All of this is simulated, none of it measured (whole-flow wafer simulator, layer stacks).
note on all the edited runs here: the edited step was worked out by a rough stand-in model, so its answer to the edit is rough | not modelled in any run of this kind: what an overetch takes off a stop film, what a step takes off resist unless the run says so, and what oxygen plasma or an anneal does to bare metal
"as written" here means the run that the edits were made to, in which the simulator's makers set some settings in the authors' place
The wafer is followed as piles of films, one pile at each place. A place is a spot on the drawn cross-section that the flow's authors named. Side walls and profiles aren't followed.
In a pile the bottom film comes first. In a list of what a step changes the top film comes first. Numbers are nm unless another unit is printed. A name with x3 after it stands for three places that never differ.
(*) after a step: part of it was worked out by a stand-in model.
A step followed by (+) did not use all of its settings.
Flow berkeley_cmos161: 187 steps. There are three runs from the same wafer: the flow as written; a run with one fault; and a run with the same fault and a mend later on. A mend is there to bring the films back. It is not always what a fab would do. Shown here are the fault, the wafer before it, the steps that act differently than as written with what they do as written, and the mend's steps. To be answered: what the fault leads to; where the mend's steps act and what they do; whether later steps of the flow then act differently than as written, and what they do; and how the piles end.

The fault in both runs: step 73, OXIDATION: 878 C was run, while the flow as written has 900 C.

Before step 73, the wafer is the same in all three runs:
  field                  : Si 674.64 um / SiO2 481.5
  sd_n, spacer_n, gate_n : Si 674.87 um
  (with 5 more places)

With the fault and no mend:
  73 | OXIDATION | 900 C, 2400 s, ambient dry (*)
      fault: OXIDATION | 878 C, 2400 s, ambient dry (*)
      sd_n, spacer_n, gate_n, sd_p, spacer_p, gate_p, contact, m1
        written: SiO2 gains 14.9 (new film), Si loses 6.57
        fault: SiO2 gains 12 (new film), Si loses 5.27
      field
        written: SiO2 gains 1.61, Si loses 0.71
        fault: SiO2 gains 1.08, Si loses 0.47
  Steps later in the flow that act otherwise than as written (not shown: 49 more steps that differ only slightly, by at most 2% or 0.5 nm, whichever is larger):
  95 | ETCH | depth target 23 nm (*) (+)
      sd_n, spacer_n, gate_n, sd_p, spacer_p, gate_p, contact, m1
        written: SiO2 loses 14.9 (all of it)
        fault: SiO2 loses 12 (all of it)
  When the end is reached, the piles differ only a little from the flow's at the places that both follow, at most by 2% or 0.5 nm, whichever is larger.

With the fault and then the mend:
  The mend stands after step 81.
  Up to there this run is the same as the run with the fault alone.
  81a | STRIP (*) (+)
      sd_p
        KrF resist loses 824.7 (all of it)
      spacer_p
        KrF resist loses 806.9 (all of it)
      gate_p
        KrF resist loses 805.8 (all of it)
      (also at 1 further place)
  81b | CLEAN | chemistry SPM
      alters no film at any place that is followed
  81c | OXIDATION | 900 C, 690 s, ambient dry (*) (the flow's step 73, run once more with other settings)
      sd_n, spacer_n, gate_n, sd_p, spacer_p, gate_p, contact, m1
        SiO2 gains 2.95, Si loses 1.3
      field
        SiO2 gains 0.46, Si loses 0.2
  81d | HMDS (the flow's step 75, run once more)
      alters no film at any place that is followed
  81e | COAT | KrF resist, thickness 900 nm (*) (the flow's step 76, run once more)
      field
        KrF resist gains 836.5 (new film)
      sd_n
        KrF resist gains 1024.5 (new film)
      spacer_n
        KrF resist gains 984.7 (new film)
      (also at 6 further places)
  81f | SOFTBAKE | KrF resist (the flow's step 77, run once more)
      alters no film at any place that is followed
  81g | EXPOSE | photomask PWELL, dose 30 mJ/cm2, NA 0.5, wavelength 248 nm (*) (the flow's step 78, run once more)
      alters no film at any place that is followed
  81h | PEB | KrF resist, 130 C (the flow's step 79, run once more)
      sd_n, m1
        KrF resist loses 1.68
      spacer_n, gate_n
        KrF resist loses 1.61
      spacer_p, gate_p
        KrF resist loses 1.6
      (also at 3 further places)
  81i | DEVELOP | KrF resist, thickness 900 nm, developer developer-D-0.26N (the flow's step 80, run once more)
      sd_p, spacer_p, gate_p, m1
        KrF resist loses 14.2
      field
        KrF resist loses 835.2 (all of it)
      sd_n
        KrF resist loses 1022.8 (all of it)
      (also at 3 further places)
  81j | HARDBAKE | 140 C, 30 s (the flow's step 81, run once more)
      sd_p
        KrF resist loses 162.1
      spacer_p
        KrF resist loses 158.7
      gate_p
        KrF resist loses 158.5
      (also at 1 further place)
  Later steps of the flow that are run all act as written at every place that is followed, up to a difference of at most 2% or 0.5 nm, whichever is larger.
  When the end is reached, the piles differ only a little from the flow's at the places that both follow, at most by 2% or 0.5 nm, whichever is larger.
